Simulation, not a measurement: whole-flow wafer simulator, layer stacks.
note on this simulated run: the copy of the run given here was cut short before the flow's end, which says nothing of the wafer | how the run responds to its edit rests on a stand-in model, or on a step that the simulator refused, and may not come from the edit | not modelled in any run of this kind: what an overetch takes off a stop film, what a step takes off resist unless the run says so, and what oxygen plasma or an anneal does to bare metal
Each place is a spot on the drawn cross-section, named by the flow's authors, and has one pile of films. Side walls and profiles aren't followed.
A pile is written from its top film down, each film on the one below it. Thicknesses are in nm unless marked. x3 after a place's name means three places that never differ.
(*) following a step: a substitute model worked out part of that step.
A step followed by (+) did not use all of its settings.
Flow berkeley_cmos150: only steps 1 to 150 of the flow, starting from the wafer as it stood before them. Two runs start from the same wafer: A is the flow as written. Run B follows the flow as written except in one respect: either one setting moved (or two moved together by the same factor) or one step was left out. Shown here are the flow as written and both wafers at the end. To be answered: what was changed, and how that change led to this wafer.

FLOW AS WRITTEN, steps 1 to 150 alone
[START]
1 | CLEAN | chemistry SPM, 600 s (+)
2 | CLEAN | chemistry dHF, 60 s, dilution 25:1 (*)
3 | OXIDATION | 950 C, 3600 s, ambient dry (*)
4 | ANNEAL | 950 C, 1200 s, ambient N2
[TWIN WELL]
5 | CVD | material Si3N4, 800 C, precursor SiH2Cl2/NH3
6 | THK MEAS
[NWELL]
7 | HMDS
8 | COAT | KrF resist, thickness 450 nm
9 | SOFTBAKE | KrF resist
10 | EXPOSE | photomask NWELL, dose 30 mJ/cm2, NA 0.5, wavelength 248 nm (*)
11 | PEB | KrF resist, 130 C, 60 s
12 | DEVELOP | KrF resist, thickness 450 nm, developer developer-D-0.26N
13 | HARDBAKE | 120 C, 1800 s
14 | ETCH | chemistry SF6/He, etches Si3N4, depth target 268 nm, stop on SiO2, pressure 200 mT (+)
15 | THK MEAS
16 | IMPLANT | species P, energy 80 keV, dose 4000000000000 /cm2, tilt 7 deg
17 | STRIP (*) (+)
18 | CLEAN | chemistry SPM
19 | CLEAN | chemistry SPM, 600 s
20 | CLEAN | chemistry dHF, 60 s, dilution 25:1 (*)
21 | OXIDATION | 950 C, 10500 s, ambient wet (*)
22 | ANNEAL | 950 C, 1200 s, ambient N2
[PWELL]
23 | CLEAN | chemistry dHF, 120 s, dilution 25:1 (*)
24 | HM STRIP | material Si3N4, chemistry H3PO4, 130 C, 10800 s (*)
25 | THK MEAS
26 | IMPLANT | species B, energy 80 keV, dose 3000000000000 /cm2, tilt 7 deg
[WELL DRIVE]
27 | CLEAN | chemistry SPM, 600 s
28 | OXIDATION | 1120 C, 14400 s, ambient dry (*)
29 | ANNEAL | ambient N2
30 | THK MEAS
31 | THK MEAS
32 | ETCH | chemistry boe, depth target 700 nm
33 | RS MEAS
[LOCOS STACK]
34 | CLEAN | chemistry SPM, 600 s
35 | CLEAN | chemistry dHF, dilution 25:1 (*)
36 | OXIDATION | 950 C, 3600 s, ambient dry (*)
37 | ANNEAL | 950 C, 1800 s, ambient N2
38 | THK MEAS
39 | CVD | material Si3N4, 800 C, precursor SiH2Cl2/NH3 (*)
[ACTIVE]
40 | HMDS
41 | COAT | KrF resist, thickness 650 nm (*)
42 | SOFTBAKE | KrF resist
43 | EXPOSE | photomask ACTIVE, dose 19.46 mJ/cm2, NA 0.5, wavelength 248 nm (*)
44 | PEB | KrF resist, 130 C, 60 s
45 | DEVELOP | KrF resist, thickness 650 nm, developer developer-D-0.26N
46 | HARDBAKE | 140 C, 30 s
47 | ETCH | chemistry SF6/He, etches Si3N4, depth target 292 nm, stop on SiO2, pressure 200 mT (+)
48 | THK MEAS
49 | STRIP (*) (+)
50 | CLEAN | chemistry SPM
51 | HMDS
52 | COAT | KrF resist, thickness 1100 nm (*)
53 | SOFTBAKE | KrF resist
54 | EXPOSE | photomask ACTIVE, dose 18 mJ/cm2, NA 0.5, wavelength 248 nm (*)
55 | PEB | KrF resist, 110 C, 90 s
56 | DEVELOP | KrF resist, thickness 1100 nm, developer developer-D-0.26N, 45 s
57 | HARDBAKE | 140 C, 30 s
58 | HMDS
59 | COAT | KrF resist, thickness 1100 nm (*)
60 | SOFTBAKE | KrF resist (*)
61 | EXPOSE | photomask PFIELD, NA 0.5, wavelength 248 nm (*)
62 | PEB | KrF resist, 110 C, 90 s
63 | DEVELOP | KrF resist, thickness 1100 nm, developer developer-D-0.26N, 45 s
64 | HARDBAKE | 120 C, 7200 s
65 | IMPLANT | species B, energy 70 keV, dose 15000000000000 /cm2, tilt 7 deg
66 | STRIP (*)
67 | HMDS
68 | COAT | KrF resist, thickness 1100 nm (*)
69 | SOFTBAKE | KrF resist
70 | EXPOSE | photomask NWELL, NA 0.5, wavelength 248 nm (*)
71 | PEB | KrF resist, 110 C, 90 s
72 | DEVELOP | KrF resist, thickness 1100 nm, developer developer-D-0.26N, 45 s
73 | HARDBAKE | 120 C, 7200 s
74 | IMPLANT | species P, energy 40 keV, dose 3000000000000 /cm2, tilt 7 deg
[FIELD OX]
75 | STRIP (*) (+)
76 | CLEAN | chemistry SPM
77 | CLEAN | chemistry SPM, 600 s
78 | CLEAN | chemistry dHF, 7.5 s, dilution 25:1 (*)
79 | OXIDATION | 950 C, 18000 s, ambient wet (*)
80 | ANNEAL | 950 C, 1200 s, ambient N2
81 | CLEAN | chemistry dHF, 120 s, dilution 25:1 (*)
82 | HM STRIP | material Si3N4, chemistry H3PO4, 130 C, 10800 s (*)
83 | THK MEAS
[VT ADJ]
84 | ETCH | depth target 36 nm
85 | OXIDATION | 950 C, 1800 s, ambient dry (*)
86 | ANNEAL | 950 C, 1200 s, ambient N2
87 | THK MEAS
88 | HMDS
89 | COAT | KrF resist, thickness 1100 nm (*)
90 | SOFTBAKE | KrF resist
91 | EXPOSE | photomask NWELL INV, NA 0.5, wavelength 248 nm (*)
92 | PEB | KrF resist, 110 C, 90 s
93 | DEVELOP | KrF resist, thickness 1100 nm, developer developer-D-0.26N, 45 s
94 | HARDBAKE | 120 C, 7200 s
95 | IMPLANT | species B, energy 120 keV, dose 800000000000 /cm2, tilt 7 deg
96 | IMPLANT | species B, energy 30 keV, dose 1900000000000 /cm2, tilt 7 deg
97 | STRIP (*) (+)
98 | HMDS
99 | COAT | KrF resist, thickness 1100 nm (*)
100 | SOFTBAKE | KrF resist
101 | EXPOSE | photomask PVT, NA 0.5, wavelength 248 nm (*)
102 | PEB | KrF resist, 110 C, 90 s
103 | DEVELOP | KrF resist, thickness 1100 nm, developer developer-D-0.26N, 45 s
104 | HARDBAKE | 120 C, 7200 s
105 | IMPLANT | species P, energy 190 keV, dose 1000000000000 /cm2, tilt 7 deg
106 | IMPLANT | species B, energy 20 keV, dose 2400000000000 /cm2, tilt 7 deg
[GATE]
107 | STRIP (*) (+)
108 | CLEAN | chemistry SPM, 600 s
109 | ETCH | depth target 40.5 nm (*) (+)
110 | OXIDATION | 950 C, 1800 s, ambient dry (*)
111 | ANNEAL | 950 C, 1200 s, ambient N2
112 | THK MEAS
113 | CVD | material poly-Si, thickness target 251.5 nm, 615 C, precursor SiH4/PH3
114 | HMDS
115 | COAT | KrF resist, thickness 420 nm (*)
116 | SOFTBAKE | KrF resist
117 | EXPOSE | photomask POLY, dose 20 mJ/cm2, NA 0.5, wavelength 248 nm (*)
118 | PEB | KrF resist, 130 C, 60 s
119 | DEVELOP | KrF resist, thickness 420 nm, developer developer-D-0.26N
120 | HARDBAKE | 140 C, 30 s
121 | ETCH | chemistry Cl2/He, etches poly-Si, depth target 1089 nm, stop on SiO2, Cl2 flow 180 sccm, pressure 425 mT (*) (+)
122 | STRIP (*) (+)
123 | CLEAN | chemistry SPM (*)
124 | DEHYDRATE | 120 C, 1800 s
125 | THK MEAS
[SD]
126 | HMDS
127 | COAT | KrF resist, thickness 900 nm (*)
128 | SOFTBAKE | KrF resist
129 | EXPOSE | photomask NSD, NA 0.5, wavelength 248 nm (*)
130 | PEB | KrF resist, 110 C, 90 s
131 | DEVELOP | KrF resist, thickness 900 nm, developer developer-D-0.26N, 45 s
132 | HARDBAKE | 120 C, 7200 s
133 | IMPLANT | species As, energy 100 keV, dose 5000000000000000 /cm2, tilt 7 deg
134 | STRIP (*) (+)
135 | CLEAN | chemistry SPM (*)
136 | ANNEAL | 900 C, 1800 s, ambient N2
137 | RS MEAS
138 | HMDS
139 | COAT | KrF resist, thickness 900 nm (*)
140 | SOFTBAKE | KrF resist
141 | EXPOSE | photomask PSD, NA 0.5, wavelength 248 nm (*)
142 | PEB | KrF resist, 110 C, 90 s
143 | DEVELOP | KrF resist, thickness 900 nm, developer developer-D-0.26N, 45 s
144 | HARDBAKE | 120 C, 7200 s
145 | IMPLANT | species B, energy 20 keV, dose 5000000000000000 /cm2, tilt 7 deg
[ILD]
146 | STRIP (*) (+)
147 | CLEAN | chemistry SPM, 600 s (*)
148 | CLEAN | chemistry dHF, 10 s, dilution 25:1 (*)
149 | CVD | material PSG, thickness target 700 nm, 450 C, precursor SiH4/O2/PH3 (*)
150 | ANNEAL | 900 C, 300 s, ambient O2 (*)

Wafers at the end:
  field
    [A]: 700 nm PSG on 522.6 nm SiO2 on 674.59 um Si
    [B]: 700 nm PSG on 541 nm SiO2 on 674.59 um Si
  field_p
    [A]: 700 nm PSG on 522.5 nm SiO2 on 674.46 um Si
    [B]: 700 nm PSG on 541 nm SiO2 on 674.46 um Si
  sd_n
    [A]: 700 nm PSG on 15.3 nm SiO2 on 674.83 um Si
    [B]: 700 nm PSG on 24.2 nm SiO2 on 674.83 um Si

Cause: step 84, ETCH: depth target 17.46 nm was run, while the flow as written has depth target 36 nm.

The path from the change to this, step by step:
  84 | ETCH | depth target 36 nm
      gate_n, sd_p, gate_p, contact, m1: A SiO2 loses 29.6 (all of it) | B SiO2 loses 17.5
      field, field_p, sd_n: A SiO2 loses 36 | B SiO2 loses 17.5
  85 | OXIDATION | 950 C, 1800 s, ambient dry (*)
      gate_n, sd_p, gate_p, contact, m1: A SiO2 gains 20.4 (new film), Si loses 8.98 | B SiO2 gains 15.9, Si loses 7.01
      sd_n: A SiO2 gains 12.2, Si loses 5.35 | B SiO2 gains 8.86, Si loses 3.9
  109 | ETCH | depth target 40.5 nm (*) (+)
      sd_n: A SiO2 loses 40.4 (all of it) | B SiO2 loses 40.5
      gate_n, sd_p, gate_p, contact, m1: A SiO2 loses 20.4 (all of it) | B SiO2 loses 28 (all of it)
  110 | OXIDATION | 950 C, 1800 s, ambient dry (*)
      sd_n: A SiO2 gains 20.4 (new film), Si loses 8.98 | B SiO2 gains 14.1, Si loses 6.21
  122 | STRIP (*) (+)
      gate_n: A chemical SiO2 gains 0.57 (new film), KrF resist loses 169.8 (all of it), poly-Si loses 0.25 | B chemical SiO2 gains 0.57 (new film), KrF resist loses 176 (all of it), poly-Si loses 0.25
